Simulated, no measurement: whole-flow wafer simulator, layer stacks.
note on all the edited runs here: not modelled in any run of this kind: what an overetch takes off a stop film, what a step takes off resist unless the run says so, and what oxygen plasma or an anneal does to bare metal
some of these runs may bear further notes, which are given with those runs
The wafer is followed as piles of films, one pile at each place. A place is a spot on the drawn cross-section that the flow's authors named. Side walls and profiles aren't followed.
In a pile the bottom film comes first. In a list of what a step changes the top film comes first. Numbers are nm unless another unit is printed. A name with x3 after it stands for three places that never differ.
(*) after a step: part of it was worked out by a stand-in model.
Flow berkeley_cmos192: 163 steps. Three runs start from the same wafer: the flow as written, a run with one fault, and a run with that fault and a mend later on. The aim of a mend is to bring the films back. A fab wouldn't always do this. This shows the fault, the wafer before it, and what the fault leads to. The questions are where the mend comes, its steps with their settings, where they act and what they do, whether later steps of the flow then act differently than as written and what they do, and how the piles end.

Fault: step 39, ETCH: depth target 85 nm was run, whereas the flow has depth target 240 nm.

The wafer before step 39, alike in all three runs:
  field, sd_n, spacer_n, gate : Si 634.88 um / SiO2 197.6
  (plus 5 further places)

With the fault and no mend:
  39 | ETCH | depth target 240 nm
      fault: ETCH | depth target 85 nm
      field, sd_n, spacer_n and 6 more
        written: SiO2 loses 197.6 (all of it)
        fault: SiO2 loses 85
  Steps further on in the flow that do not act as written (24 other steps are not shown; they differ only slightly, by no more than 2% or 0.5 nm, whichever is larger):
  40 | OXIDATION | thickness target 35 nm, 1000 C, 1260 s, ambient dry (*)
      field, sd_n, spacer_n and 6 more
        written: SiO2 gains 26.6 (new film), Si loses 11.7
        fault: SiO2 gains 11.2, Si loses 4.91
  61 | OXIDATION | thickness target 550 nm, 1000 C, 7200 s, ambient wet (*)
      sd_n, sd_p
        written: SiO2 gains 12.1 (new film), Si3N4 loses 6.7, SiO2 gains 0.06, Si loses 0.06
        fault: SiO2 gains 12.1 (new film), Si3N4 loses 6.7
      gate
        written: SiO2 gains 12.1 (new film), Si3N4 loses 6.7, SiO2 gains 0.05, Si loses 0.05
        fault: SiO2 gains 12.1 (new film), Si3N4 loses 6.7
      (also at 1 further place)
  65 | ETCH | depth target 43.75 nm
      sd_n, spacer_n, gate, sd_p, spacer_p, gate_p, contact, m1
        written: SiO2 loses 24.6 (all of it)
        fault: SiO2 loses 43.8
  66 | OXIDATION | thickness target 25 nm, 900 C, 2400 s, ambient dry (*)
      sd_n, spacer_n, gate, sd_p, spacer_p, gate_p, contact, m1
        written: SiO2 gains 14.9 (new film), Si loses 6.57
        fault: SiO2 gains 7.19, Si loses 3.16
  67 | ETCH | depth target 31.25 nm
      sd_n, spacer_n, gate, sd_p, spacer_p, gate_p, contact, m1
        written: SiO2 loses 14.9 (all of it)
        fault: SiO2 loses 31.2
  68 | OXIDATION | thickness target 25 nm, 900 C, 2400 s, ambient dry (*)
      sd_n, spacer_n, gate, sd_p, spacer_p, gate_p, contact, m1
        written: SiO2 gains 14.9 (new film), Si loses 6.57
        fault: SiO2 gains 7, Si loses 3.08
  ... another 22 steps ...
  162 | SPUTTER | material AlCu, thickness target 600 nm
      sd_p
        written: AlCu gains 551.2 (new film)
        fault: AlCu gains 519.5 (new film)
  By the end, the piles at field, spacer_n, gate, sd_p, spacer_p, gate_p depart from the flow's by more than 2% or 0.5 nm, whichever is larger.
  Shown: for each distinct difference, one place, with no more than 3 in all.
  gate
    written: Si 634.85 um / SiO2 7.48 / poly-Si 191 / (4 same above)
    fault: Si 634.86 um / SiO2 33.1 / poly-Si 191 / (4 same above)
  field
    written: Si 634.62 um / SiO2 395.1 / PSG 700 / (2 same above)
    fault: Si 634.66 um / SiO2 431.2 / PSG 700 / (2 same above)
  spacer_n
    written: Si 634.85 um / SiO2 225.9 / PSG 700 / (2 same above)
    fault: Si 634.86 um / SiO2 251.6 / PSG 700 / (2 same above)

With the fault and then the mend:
  The mend stands after step 39.
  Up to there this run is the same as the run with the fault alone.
  39a | ETCH | depth target 155 nm (a further turn of the flow's step 39, with different settings)
      field, sd_n, spacer_n and 6 more
        SiO2 loses 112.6 (all of it)
  None of the later steps of the flow acts differently than as written at any place that is followed.
  By the end, the piles equal the flow's at every place that both follow.
